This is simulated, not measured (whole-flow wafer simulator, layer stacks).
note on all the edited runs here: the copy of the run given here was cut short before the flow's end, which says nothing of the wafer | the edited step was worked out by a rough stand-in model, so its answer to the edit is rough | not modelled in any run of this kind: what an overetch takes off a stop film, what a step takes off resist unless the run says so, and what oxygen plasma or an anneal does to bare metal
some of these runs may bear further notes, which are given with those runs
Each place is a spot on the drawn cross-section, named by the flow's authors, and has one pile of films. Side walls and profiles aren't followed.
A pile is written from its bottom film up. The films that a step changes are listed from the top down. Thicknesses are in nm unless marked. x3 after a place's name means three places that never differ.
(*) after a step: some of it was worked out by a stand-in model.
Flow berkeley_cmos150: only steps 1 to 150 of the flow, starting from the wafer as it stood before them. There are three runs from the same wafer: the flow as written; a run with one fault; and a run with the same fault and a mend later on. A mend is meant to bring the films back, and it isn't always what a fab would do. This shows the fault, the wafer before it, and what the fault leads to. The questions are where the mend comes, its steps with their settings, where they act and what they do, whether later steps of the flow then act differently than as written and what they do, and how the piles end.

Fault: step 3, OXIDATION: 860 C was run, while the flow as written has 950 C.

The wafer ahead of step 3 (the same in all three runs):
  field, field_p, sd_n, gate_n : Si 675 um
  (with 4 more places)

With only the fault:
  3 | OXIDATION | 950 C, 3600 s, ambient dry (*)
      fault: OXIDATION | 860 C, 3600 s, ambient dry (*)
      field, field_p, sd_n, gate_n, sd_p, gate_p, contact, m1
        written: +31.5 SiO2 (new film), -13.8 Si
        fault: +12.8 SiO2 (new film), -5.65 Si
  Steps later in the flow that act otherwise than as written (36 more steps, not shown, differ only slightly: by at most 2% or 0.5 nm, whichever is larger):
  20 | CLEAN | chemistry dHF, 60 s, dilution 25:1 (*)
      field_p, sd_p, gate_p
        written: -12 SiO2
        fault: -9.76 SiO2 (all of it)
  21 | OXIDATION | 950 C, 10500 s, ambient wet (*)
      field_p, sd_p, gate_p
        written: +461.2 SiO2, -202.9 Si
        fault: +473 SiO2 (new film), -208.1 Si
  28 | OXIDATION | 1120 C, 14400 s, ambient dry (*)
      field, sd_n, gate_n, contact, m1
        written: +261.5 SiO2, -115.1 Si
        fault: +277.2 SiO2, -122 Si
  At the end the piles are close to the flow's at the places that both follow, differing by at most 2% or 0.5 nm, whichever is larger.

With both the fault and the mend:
  The mend follows step 4.
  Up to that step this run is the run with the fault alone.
  4a | OXIDATION | 950 C, 2639 s, ambient dry (*) (the flow's step 3, run once more with other settings)
      field, field_p, sd_n, gate_n, sd_p, gate_p, contact, m1
        +18.8 SiO2, -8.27 Si
  None of the later steps of the flow differs from how it acts as written, at any place that is followed, by more than 2% or 0.5 nm, whichever is larger.
  The piles end the same as the flow's at every place that both follow.
